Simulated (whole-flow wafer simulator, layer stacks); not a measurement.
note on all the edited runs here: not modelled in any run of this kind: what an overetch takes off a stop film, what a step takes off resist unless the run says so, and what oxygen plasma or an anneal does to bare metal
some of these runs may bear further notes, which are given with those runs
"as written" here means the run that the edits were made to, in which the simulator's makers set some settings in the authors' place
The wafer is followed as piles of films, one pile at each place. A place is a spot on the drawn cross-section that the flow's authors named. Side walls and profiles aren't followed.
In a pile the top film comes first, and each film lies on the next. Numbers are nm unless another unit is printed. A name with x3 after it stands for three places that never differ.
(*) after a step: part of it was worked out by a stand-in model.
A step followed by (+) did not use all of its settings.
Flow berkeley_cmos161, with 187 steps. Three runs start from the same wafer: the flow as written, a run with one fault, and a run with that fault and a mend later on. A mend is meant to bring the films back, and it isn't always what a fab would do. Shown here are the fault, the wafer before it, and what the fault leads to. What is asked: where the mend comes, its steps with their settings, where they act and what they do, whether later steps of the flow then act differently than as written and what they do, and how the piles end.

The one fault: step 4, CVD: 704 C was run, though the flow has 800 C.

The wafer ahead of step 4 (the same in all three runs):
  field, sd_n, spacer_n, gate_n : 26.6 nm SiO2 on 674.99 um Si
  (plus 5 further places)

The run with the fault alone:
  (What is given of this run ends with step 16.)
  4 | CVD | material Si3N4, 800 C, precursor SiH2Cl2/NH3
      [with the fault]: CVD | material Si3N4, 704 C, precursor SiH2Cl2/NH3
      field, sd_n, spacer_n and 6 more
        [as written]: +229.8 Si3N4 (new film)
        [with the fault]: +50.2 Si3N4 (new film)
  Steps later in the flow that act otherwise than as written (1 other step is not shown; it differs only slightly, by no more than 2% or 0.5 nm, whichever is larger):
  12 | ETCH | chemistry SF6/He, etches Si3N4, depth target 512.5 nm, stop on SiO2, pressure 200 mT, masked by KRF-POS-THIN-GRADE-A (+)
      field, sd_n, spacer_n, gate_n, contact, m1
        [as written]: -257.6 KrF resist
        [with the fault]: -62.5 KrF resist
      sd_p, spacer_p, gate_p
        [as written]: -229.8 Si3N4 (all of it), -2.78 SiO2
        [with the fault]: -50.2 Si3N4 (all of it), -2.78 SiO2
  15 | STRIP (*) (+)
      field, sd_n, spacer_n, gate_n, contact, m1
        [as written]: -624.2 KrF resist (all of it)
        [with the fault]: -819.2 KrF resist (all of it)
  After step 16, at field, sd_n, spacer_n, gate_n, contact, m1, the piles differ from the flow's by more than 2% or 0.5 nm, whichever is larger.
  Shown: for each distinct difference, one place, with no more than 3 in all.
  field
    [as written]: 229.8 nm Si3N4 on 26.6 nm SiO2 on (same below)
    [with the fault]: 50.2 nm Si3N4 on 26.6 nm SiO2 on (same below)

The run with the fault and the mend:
  After step 4 comes the mend.
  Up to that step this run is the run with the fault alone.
  4a | ETCH | chemistry h3po4, depth target 57.77 nm
      field, sd_n, spacer_n and 6 more
        -50.2 Si3N4 (all of it)
  4b | CLEAN | chemistry SC1/SC2 (a further turn of the flow's step 1)
      alters no film at any place that is followed
  4c | CVD | material Si3N4, 800 C, precursor SiH2Cl2/NH3 (a further turn of the flow's step 4)
      field, sd_n, spacer_n and 6 more
        +229.8 Si3N4 (new film)
  Later steps of the flow that are run all act as written at every place that is followed.
  The piles end the same as the flow's at every place that both follow.
